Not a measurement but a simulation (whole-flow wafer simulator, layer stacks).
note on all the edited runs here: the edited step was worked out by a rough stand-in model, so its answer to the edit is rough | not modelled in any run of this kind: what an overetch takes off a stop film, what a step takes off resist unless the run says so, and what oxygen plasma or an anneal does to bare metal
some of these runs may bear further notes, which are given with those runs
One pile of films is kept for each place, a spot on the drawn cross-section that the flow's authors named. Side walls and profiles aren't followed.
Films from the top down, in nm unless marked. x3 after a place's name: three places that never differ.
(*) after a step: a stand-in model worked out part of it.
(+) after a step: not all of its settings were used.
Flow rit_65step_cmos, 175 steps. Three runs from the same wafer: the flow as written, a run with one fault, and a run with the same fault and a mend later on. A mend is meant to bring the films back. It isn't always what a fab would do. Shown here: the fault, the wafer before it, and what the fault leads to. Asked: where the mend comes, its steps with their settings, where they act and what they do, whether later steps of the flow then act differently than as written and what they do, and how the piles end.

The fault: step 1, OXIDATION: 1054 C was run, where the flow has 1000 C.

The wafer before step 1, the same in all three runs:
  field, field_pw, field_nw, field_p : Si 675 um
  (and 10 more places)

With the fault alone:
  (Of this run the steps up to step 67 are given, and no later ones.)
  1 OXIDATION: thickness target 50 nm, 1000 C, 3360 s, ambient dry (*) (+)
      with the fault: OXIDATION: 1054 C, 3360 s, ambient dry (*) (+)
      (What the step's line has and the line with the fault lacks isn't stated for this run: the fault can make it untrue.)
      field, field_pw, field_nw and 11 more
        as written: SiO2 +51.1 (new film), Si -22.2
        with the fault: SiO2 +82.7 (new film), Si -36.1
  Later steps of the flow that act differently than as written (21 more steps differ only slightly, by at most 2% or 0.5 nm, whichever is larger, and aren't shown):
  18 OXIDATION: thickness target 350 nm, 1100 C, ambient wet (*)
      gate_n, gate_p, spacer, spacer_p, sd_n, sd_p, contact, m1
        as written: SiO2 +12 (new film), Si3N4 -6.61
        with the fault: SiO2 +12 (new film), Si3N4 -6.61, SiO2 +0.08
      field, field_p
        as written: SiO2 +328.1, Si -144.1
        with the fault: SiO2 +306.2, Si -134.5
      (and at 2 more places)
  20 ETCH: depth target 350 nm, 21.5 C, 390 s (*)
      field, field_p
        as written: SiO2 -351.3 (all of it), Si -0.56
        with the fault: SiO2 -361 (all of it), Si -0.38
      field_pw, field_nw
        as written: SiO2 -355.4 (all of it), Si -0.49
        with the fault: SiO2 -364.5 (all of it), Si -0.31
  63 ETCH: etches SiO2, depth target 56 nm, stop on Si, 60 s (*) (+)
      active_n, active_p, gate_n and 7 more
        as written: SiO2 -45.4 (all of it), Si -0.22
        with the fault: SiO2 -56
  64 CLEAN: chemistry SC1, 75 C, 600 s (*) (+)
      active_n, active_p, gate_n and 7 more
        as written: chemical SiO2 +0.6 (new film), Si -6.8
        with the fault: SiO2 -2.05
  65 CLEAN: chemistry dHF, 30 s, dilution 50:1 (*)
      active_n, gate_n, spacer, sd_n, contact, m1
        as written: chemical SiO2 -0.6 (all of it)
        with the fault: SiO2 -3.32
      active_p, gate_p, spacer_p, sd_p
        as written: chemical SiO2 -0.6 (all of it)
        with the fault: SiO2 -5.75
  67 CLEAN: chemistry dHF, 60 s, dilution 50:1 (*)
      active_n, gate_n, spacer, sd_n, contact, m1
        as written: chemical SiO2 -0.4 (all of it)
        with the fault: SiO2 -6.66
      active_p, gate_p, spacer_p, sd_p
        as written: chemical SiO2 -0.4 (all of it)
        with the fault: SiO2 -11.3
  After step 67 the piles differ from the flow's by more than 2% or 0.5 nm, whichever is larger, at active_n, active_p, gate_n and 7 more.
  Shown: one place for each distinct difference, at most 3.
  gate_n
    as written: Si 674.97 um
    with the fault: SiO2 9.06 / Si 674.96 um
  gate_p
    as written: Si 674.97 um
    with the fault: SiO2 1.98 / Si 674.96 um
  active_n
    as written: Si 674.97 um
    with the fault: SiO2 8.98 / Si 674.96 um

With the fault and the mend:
  The mend comes after step 2.
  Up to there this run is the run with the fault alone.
  2a ETCH: depth target 32 nm, 21.5 C, 35 s
      field, field_pw, field_nw and 11 more
        SiO2 -32
  No later step of the flow acts differently than as written, at any place that is followed, by more than 2% or 0.5 nm, whichever is larger.
  At the end the piles differ from the flow's only slightly at the places that both follow, by at most 2% or 0.5 nm, whichever is larger.
